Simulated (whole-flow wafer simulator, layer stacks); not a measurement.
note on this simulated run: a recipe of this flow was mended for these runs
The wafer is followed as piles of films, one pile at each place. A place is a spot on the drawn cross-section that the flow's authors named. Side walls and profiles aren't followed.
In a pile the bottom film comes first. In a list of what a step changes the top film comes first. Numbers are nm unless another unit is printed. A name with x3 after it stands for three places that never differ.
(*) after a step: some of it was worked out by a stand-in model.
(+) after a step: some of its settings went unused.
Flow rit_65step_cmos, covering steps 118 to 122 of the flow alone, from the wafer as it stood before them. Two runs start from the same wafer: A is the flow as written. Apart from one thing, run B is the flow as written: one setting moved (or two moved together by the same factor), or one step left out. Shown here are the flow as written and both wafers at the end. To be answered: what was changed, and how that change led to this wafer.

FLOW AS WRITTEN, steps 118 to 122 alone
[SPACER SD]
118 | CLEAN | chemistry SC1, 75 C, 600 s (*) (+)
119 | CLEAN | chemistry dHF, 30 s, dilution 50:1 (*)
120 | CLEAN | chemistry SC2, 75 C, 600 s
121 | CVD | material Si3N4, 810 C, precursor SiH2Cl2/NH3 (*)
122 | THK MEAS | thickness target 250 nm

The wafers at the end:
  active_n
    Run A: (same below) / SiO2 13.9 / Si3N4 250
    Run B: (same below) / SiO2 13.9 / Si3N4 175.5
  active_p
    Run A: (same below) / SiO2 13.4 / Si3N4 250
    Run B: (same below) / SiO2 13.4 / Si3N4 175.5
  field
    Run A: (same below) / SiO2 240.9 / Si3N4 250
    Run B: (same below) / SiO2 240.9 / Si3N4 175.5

Cause: step 121, CVD: 784 C was run, though the flow has 810 C.

Step by step, how the change led to this:
  121 | CVD | material Si3N4, 810 C, precursor SiH2Cl2/NH3 (*)
      field, field_pw, field_nw and 11 more: A +250 Si3N4 (new film) | B +175.5 Si3N4 (new film)
